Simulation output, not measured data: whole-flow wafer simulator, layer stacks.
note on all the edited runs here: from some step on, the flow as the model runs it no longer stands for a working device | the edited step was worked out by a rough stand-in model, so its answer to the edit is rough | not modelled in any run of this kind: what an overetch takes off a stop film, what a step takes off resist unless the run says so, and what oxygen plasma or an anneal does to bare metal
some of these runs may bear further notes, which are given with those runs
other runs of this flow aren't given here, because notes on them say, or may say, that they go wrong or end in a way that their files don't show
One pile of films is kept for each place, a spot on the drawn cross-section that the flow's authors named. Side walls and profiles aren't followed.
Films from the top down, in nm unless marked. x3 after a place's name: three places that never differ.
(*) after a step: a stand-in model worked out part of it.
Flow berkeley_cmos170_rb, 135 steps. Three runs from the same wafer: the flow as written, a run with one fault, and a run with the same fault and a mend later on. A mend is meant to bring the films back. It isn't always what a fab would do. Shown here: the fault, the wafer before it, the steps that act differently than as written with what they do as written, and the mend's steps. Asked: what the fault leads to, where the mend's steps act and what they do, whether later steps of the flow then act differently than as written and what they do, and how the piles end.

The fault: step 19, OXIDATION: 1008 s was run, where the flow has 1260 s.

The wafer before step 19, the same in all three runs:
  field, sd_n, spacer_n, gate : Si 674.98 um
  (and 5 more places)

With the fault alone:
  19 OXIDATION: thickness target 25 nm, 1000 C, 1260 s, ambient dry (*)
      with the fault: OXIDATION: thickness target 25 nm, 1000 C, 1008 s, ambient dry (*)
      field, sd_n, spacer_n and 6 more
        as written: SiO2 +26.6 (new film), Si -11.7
        with the fault: SiO2 +23.6 (new film), Si -10.4
  Later steps of the flow that act differently than as written:
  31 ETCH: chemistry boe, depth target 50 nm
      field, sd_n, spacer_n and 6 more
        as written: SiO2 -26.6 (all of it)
        with the fault: SiO2 -23.6 (all of it)
  At the end the piles differ from the flow's only slightly at the places that both follow, by at most 2% or 0.5 nm, whichever is larger.

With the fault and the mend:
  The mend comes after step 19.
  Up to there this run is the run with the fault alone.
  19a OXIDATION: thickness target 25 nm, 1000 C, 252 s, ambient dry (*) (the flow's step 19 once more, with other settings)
      field, sd_n, spacer_n and 6 more
        SiO2 +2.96, Si -1.3
  No later step of the flow acts differently than as written at any place that is followed.
  At the end the piles are the same as the flow's at every place that both follow.
